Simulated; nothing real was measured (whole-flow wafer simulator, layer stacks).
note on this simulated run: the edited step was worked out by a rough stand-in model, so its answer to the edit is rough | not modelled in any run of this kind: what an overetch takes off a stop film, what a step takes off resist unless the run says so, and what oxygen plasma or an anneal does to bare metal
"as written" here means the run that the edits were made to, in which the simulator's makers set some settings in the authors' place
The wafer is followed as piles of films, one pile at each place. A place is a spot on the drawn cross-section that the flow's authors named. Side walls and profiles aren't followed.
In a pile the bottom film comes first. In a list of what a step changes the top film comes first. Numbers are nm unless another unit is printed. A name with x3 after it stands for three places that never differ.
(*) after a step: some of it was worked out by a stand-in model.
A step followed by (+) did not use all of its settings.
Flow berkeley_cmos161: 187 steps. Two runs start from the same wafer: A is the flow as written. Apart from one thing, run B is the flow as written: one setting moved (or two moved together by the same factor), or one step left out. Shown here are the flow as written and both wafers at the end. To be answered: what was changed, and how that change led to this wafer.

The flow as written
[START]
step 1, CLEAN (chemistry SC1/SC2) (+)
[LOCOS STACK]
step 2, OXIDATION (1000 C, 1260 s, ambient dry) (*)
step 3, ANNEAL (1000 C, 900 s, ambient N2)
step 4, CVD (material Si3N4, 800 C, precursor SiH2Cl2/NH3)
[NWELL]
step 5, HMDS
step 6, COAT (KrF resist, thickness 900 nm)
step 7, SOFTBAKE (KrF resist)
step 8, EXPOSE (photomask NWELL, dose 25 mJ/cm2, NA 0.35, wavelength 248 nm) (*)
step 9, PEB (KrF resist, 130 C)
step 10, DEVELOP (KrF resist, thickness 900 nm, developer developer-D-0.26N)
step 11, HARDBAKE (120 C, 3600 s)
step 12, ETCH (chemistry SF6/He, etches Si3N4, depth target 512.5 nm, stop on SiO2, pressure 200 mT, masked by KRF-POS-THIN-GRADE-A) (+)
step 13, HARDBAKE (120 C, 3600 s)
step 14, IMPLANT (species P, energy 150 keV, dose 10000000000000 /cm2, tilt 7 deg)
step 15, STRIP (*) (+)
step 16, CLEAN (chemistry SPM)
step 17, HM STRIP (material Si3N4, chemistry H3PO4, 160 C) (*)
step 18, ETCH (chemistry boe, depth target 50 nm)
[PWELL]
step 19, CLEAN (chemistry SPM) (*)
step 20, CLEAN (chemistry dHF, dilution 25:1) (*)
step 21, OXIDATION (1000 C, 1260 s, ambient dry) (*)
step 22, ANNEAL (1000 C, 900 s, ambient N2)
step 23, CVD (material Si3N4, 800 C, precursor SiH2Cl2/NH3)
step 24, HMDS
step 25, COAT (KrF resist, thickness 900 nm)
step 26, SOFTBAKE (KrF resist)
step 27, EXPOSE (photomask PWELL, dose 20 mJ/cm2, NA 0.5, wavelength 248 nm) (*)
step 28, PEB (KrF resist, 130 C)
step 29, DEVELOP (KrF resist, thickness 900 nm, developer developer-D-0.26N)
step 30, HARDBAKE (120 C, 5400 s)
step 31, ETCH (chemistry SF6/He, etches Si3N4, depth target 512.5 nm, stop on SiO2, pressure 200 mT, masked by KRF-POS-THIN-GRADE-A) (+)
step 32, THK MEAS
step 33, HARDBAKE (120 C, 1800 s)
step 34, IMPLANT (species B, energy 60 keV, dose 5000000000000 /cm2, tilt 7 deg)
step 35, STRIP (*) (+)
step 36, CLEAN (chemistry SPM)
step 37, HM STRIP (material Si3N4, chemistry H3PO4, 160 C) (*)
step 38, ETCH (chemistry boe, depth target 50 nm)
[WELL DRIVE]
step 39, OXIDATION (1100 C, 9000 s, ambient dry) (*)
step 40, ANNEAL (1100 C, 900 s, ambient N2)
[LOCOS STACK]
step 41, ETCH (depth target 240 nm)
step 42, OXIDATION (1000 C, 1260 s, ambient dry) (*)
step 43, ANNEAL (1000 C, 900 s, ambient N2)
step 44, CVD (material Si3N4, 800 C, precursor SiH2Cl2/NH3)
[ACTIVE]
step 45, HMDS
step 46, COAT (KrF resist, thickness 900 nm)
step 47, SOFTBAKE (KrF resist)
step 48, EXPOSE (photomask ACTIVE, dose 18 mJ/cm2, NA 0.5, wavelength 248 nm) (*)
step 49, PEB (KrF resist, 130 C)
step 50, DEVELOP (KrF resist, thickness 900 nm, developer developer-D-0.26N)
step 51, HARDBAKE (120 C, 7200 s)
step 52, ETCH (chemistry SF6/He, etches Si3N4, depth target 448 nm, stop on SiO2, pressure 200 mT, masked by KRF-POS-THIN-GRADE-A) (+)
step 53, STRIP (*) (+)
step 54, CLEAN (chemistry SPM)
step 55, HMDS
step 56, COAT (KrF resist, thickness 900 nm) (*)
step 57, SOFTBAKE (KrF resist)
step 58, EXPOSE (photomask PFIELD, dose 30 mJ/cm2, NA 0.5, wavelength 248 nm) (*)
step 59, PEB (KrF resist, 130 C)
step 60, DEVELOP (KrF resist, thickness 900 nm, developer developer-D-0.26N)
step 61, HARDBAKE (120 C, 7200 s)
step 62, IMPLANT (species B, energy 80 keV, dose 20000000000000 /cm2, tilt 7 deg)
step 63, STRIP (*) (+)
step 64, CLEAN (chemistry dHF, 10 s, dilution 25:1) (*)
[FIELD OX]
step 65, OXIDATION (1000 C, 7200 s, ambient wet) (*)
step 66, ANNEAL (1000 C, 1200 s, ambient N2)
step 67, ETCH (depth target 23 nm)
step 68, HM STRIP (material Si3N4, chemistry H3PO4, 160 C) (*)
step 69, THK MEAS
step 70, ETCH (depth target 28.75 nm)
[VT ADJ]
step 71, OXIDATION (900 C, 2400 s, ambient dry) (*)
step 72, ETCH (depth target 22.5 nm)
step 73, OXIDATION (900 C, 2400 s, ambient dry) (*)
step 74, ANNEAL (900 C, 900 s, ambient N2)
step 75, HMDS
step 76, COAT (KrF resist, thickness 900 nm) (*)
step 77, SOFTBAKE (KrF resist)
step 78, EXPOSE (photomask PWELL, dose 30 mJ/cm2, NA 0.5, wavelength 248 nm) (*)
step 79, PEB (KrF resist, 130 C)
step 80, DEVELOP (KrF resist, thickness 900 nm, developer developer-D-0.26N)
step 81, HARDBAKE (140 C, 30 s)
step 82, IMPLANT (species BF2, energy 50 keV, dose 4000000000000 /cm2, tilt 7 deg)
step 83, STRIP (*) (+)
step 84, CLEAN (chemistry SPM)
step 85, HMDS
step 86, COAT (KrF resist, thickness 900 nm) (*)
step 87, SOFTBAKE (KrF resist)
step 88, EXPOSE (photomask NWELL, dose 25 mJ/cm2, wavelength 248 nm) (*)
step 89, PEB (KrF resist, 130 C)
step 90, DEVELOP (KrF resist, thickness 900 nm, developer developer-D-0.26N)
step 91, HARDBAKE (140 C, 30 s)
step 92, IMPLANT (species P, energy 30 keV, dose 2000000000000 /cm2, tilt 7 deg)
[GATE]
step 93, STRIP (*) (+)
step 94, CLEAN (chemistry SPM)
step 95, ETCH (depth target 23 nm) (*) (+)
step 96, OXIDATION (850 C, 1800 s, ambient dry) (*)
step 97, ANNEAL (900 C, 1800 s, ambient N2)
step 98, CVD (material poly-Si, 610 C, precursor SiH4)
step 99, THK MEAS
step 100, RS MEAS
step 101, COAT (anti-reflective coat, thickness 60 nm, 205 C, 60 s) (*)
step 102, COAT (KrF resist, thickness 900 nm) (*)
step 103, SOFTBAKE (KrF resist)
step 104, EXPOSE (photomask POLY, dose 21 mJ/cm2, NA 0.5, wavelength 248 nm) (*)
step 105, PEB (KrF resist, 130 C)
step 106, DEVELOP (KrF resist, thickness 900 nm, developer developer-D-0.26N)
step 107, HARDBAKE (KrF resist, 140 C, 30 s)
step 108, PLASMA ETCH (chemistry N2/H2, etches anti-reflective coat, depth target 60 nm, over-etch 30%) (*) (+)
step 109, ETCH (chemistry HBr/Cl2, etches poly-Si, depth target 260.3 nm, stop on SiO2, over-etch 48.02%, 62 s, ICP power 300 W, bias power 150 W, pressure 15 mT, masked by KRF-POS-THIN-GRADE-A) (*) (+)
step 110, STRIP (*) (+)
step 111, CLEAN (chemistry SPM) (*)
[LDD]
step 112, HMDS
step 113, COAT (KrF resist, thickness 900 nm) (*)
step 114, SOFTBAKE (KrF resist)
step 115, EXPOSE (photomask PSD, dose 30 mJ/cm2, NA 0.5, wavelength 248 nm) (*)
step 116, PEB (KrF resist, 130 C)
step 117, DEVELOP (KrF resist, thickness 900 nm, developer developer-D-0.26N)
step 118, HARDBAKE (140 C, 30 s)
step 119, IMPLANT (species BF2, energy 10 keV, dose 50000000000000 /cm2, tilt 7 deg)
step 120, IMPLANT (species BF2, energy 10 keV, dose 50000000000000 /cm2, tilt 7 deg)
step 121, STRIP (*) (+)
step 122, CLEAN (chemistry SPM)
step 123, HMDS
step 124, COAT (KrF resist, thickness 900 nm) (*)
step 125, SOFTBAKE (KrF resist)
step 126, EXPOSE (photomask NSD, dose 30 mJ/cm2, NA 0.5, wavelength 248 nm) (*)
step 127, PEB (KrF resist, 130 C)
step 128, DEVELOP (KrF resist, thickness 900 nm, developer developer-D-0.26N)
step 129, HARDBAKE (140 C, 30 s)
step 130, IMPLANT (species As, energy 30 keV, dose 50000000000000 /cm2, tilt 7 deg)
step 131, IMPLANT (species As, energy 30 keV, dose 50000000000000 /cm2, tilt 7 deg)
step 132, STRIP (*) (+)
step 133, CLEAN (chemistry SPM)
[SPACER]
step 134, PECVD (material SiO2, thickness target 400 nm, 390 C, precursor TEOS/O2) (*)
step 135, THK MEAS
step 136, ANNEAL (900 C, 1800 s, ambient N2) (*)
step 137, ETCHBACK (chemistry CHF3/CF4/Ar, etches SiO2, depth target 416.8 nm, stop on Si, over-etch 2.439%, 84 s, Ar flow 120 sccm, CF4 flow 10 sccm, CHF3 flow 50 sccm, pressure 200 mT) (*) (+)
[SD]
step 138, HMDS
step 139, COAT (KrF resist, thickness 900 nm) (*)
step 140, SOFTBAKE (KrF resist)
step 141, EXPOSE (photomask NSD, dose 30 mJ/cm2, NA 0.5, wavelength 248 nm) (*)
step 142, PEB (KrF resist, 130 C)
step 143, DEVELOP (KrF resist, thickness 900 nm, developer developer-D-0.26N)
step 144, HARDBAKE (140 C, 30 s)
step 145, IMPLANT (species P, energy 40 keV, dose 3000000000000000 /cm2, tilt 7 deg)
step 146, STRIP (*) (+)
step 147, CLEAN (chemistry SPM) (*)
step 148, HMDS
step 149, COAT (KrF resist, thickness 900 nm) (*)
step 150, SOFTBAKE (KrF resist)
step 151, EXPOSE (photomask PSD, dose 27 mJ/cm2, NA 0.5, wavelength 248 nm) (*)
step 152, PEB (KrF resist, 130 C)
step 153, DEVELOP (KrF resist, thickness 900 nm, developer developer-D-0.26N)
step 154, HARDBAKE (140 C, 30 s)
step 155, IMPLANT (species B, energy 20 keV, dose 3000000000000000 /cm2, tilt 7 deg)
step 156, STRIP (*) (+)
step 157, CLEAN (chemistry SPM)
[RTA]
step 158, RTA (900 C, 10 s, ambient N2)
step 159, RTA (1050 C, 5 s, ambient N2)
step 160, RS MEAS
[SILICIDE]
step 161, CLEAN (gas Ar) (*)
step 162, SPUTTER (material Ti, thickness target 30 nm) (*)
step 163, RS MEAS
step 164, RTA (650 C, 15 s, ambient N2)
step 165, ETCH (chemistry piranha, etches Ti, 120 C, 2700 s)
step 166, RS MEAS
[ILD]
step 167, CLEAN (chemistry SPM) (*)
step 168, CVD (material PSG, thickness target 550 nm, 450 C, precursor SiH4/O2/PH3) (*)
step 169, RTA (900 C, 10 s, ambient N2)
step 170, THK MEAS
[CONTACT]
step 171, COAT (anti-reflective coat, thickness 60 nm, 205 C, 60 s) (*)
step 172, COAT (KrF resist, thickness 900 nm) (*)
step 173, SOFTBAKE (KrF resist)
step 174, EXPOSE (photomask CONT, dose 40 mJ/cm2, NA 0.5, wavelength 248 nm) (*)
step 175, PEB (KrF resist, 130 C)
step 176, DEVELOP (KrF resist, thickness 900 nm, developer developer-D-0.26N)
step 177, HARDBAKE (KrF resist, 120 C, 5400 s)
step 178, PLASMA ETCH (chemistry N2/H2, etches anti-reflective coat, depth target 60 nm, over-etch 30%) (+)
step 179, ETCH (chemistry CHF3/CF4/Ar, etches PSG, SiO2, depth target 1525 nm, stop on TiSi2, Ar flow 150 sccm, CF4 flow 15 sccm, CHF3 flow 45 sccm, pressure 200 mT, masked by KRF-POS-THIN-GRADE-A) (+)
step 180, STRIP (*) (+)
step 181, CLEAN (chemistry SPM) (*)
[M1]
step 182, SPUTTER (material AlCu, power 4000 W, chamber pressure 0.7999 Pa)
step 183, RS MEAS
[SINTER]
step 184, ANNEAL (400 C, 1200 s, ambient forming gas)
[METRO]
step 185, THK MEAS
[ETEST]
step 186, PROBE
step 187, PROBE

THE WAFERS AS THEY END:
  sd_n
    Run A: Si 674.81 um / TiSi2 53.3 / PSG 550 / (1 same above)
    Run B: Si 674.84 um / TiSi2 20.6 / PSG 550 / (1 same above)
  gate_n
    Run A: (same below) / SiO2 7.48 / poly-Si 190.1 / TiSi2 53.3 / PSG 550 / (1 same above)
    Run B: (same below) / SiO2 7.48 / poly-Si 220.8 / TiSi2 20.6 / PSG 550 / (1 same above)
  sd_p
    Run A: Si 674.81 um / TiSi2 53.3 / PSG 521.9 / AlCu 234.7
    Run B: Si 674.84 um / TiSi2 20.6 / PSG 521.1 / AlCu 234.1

Cause: step 162, SPUTTER: thickness target 12 nm was run, whereas the flow has thickness target 30 nm.

Step by step, how the change led to this:
  step 162, SPUTTER (material Ti, thickness target 30 nm) (*)
      field, sd_n, spacer_n and 6 more: A +30 Ti (new film) | B +12 Ti (new film)
  step 164, RTA (650 C, 15 s, ambient N2)
      sd_n, sd_p, contact, m1: A -23.4 Ti, +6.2 TiSi first (new film), +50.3 TiSi2 C49 (new film), -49 Si | B -9.36 Ti, +23.8 TiSi2 C49 (new film), -21.2 Si
      gate_n, gate_p: A -23.4 Ti, +6.2 TiSi first (new film), +50.3 TiSi2 C49 (new film), -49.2 poly-Si | B -9.36 Ti, +23.8 TiSi2 C49 (new film), -21.3 poly-Si
  step 165, ETCH (chemistry piranha, etches Ti, 120 C, 2700 s)
      sd_n, gate_n, sd_p, gate_p, contact, m1: A -6.6 Ti (all of it), -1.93 TiSi first | B -2.64 Ti (all of it), -1.93 TiSi2 C49
      field, spacer_n, spacer_p: A -30 Ti (all of it) | B -12 Ti (all of it)
  step 169, RTA (900 C, 10 s, ambient N2)
      sd_n, sd_p, contact, m1: A under 1 film: +53.3 TiSi2 (new film), -4.27 TiSi first (all of it), -50.3 TiSi2 C49 (all of it), -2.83 Si | B under 1 film: +20.6 TiSi2 (new film), -21.9 TiSi2 C49 (all of it)
      gate_n, gate_p: A under 1 film: +53.3 TiSi2 (new film), -4.27 TiSi first (all of it), -50.3 TiSi2 C49 (all of it), -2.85 poly-Si | B under 1 film: +20.6 TiSi2 (new film), -21.9 TiSi2 C49 (all of it)
